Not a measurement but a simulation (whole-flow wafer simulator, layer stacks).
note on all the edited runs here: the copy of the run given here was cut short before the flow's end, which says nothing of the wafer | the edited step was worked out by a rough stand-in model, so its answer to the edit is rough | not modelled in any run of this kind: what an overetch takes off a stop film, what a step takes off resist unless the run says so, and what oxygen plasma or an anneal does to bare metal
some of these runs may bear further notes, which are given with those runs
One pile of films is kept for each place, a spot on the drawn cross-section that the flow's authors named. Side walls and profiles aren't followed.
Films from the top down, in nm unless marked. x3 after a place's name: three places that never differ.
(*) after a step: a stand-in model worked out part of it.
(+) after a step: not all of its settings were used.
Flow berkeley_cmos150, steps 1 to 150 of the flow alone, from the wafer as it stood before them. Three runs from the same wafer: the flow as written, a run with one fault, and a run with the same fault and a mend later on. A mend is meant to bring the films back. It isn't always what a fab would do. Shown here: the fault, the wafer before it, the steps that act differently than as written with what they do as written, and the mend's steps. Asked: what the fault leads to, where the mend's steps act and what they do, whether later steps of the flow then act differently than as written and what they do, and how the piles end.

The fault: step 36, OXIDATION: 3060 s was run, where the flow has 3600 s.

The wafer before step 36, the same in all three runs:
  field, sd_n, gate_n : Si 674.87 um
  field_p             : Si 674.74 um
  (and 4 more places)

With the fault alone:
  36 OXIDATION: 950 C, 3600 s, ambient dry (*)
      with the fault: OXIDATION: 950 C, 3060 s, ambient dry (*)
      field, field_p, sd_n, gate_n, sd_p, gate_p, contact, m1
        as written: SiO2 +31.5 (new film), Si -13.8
        with the fault: SiO2 +28.4 (new film), Si -12.5
  Later steps of the flow that act differently than as written (26 more steps differ only slightly, by at most 2% or 0.5 nm, whichever is larger, and aren't shown):
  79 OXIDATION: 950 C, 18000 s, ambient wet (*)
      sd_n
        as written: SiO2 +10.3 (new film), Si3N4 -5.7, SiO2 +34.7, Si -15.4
        with the fault: SiO2 +10.3 (new film), Si3N4 -5.7, SiO2 +31.4, Si -14
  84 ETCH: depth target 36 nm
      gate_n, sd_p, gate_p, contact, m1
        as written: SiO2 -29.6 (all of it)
        with the fault: SiO2 -26.5 (all of it)
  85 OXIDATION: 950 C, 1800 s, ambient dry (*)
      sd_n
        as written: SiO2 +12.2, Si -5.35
        with the fault: SiO2 +13.4, Si -5.92
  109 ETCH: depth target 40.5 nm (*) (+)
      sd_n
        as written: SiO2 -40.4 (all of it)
        with the fault: SiO2 -35.3 (all of it)
  At the end the piles differ from the flow's only slightly at the places that both follow, by at most 2% or 0.5 nm, whichever is larger.

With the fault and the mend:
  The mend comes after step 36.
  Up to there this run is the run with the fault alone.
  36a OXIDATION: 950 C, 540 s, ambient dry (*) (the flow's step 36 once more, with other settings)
      field, field_p, sd_n, gate_n, sd_p, gate_p, contact, m1
        SiO2 +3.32, Si -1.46
  No later step of the flow acts differently than as written, at any place that is followed, by more than 2% or 0.5 nm, whichever is larger.
  At the end the piles differ from the flow's only slightly at the places that both follow, by at most 2% or 0.5 nm, whichever is larger.
